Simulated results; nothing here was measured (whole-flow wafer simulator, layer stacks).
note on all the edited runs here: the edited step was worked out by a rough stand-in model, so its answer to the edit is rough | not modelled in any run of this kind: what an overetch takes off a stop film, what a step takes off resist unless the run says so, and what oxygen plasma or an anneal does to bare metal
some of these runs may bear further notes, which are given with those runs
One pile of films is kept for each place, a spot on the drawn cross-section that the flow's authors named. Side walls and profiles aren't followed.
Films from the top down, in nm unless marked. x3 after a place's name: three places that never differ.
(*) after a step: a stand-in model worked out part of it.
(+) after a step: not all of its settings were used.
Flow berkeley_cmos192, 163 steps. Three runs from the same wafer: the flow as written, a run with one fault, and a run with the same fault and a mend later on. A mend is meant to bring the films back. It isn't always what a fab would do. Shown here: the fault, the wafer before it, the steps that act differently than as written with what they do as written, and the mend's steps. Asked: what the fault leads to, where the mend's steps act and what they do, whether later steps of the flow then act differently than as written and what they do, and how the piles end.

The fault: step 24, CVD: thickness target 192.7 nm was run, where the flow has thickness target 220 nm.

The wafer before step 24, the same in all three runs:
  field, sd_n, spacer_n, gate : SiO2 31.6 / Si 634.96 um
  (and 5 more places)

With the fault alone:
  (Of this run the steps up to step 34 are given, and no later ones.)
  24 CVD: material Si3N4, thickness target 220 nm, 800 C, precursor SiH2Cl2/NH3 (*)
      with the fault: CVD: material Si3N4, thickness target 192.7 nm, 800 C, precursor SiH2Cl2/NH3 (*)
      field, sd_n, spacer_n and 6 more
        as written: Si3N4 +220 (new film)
        with the fault: Si3N4 +192.7 (new film)
  Later steps of the flow that act differently than as written:
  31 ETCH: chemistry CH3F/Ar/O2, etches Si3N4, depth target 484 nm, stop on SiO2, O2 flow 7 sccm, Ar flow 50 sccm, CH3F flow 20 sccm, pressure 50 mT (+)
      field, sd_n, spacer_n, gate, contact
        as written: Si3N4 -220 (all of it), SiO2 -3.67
        with the fault: Si3N4 -192.7 (all of it), SiO2 -3.67
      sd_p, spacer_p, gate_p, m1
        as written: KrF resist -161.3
        with the fault: KrF resist -143.1
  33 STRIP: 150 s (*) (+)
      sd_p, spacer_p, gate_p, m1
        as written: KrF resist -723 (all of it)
        with the fault: KrF resist -741.2 (all of it)
  After step 34 the piles differ from the flow's by more than 2% or 0.5 nm, whichever is larger, at sd_p, spacer_p, gate_p, m1.
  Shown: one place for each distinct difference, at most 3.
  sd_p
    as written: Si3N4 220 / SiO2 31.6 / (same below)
    with the fault: Si3N4 192.7 / SiO2 31.6 / (same below)

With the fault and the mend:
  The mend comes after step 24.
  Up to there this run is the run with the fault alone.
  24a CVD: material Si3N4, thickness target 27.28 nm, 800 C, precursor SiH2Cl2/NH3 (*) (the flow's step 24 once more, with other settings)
      field, sd_n, spacer_n and 6 more
        Si3N4 +27.3
  No later step of the flow acts differently than as written at any place that is followed.
  At the end the piles are the same as the flow's at every place that both follow.
